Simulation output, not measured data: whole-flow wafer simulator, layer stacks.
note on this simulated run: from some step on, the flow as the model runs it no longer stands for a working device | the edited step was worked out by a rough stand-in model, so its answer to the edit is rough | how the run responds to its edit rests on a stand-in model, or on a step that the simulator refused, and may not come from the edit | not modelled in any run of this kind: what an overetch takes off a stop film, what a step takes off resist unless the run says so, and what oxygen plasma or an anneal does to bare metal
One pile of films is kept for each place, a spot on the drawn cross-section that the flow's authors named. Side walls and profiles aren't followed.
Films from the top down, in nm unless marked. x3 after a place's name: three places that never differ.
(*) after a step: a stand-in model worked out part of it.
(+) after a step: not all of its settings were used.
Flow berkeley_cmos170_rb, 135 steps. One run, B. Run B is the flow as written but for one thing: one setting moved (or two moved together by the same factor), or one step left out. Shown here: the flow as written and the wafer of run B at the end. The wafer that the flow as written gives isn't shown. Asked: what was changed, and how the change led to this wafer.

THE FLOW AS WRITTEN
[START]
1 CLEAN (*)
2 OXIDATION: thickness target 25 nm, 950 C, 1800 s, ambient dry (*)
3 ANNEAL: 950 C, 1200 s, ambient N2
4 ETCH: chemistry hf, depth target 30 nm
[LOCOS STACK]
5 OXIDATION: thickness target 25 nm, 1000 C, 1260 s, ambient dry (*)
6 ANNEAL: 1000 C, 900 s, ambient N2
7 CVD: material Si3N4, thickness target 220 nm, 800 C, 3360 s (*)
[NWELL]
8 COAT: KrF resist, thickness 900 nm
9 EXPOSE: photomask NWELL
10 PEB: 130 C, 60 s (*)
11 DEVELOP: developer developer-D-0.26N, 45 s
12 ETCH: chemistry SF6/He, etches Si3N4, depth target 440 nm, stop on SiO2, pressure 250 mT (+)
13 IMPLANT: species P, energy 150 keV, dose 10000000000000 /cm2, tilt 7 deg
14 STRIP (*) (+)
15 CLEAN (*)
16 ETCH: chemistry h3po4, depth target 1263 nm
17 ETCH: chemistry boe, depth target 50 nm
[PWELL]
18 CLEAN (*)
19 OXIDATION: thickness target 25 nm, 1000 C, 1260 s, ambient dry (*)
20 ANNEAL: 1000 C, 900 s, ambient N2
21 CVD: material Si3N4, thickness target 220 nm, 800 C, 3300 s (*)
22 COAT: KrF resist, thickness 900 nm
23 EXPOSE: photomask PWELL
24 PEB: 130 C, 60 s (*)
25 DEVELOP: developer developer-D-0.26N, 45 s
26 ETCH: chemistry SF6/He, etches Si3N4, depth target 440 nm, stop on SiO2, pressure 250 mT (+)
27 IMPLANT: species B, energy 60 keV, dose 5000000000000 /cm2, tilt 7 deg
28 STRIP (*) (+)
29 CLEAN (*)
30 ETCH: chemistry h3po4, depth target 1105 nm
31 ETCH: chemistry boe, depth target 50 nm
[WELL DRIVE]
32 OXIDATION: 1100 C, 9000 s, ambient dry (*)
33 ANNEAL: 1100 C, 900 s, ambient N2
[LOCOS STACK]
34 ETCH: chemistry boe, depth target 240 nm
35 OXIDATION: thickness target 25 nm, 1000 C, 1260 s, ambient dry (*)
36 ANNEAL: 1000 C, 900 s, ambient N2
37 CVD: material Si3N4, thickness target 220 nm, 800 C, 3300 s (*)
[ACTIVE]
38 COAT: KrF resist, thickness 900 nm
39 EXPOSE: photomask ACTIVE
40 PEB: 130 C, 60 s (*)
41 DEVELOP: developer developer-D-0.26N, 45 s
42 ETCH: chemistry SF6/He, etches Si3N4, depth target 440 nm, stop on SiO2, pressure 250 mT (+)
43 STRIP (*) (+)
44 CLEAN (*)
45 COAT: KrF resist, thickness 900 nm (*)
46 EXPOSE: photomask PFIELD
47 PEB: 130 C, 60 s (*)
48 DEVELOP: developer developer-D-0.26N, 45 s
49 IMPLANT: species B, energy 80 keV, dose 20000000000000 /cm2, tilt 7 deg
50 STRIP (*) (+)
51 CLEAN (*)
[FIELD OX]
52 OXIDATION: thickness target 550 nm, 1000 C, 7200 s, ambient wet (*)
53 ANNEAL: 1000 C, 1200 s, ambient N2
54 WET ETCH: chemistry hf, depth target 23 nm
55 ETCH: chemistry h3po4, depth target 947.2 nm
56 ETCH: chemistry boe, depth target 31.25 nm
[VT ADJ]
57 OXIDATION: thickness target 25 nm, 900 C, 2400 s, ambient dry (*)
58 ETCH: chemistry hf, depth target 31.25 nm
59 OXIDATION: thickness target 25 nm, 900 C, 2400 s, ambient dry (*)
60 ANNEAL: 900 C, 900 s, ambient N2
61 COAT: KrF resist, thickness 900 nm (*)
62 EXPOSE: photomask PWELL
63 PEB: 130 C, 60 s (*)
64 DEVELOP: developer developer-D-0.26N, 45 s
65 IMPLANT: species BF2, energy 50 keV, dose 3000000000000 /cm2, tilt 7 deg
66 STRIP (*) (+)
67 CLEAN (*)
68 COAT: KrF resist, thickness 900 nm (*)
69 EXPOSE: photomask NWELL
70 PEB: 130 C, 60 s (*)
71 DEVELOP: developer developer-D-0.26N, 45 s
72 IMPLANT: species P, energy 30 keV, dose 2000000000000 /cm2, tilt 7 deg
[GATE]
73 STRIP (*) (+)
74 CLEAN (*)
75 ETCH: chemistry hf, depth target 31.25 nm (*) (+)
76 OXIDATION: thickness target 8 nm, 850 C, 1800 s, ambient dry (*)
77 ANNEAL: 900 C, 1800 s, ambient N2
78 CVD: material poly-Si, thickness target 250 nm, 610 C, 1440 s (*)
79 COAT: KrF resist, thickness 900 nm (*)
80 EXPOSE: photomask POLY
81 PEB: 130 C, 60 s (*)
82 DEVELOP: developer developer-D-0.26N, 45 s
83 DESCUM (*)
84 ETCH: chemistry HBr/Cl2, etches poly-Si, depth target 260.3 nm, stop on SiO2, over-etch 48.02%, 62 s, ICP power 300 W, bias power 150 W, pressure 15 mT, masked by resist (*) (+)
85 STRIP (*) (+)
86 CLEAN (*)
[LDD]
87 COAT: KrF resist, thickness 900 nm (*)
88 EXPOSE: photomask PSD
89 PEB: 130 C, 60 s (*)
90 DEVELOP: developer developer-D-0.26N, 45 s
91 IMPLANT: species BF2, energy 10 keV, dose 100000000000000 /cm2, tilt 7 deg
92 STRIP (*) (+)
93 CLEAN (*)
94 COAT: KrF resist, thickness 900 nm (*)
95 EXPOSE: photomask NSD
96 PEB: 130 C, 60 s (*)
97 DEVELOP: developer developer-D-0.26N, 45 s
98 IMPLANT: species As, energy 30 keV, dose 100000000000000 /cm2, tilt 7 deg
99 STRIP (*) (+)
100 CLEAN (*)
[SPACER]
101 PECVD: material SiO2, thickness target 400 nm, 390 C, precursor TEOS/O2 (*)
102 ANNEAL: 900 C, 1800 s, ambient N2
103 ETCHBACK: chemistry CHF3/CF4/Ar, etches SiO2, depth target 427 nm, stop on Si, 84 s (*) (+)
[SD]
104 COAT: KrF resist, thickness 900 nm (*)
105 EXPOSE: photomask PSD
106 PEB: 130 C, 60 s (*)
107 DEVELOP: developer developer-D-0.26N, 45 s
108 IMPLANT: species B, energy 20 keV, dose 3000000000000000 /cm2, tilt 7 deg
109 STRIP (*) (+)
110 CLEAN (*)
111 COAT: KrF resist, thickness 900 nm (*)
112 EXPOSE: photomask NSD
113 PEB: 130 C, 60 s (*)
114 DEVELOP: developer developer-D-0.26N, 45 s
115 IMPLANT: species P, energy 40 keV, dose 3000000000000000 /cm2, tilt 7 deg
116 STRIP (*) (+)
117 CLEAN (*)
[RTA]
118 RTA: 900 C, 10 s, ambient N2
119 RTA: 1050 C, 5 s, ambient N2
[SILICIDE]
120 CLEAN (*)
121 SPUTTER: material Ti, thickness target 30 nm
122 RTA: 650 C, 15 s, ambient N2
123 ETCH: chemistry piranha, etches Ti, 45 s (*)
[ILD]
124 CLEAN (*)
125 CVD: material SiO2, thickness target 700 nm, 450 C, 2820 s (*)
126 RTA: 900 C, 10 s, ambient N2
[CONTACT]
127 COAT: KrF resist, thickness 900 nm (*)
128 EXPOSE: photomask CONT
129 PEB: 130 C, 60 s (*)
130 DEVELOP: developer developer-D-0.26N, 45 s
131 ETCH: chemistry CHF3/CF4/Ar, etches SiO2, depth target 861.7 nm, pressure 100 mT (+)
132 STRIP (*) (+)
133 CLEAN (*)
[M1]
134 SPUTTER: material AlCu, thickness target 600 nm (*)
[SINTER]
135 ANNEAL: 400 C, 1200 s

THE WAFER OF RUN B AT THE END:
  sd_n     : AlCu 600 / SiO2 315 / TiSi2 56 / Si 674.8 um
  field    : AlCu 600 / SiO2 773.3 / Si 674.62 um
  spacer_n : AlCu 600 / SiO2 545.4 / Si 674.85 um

The cause: step 125, CVD: 1269 s was run, where the flow has 2820 s.

How the change led to this, step by step:
  125 CVD: material SiO2, thickness target 700 nm, 450 C, 2820 s (*)
      sd_n, gate, sd_p, gate_p, contact, m1: SiO2 +315 (new film) (as written it would be: SiO2 +700 (new film))
      field, spacer_n, spacer_p: SiO2 +315 (as written it would be: SiO2 +700)
  127 COAT: KrF resist, thickness 900 nm (*)
      field: KrF resist +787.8 (new film) (as written it would be: KrF resist +804.9 (new film))
      spacer_n: KrF resist +799.6 (new film) (as written it would be: KrF resist +819.8 (new film))
      (and at 4 more places)
  131 ETCH: chemistry CHF3/CF4/Ar, etches SiO2, depth target 861.7 nm, pressure 100 mT (+)
      field, sd_n, spacer_n, gate, sd_p, spacer_p, gate_p, m1: KrF resist -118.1 (as written it would be: KrF resist -215.4)
      contact: SiO2 -315 (all of it), TiSi2 -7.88 (as written it would be: SiO2 -700 (all of it), TiSi2 -8.08)
  132 STRIP (*) (+)
      field: KrF resist -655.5 (all of it) (as written it would be: KrF resist -575.3 (all of it))
      sd_n: KrF resist -862.3 (all of it) (as written it would be: KrF resist -780.4 (all of it))
      (and at 6 more places)
  134 SPUTTER: material AlCu, thickness target 600 nm (*)
      contact: AlCu +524 (new film) (as written it would be: AlCu +415.1 (new film))
